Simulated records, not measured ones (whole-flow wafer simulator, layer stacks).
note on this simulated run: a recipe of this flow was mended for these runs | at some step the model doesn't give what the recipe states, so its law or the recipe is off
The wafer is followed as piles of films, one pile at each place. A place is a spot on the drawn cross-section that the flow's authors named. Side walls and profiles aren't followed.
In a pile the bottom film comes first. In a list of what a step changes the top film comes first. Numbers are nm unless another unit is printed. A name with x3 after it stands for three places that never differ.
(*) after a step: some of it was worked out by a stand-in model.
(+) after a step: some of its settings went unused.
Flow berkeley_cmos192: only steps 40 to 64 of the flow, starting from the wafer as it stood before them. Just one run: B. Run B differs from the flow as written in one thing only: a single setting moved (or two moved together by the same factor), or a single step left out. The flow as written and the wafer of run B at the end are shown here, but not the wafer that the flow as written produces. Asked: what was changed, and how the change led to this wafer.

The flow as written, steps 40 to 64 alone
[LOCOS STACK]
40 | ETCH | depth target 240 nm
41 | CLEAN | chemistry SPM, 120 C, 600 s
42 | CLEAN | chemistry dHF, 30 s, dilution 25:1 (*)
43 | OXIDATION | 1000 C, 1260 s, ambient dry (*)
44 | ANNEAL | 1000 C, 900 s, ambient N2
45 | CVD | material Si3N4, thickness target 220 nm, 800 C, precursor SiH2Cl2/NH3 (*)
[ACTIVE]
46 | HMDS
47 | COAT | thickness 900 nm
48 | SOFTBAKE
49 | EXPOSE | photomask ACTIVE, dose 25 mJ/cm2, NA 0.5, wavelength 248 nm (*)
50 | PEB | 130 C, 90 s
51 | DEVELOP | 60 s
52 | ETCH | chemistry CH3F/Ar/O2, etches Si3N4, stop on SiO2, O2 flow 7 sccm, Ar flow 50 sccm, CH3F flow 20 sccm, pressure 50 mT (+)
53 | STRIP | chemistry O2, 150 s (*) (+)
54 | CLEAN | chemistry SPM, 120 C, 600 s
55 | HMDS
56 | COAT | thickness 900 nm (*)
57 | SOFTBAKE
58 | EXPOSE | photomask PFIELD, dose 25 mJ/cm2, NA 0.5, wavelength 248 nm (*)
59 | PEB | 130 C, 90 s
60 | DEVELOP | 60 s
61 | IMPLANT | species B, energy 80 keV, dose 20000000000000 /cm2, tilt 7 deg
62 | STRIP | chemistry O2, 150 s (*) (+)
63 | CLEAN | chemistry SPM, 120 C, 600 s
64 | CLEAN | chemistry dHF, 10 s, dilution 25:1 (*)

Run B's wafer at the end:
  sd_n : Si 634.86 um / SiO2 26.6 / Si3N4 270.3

Cause: step 45, CVD: thickness target 271 nm was run, whereas the flow has thickness target 220 nm.

The path from the change to this, step by step:
  45 | CVD | material Si3N4, thickness target 220 nm, 800 C, precursor SiH2Cl2/NH3 (*)
      field, sd_n, spacer_n and 6 more: +271 Si3N4 (new film) (as written it would have been: +220 Si3N4 (new film))
  52 | ETCH | chemistry CH3F/Ar/O2, etches Si3N4, stop on SiO2, O2 flow 7 sccm, Ar flow 50 sccm, CH3F flow 20 sccm, pressure 50 mT (+)
      sd_n, spacer_n, gate, sd_p, spacer_p, gate_p, contact, m1: -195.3 KrF-resist (as written it would have been: -161.3 KrF-resist)
      field: -271 Si3N4 (all of it), -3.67 SiO2 (as written it would have been: -220 Si3N4 (all of it), -3.67 SiO2)
  53 | STRIP | chemistry O2, 150 s (*) (+)
      sd_n, spacer_n, gate, sd_p, spacer_p, gate_p, contact, m1: -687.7 KrF-resist (all of it) (as written it would have been: -721.7 KrF-resist (all of it))
  56 | COAT | thickness 900 nm (*)
      sd_n: +759.3 KrF-resist (new film) (as written it would have been: +785.2 KrF-resist (new film))
      spacer_n: +800.2 KrF-resist (new film) (as written it would have been: +817.9 KrF-resist (new film))
      (and at 6 other places as well)
  62 | STRIP | chemistry O2, 150 s (*) (+)
      sd_n: -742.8 KrF-resist (all of it) (as written it would have been: -768.5 KrF-resist (all of it))
      spacer_n: -783.5 KrF-resist (all of it) (as written it would have been: -801.2 KrF-resist (all of it))
      (and at 6 other places as well)
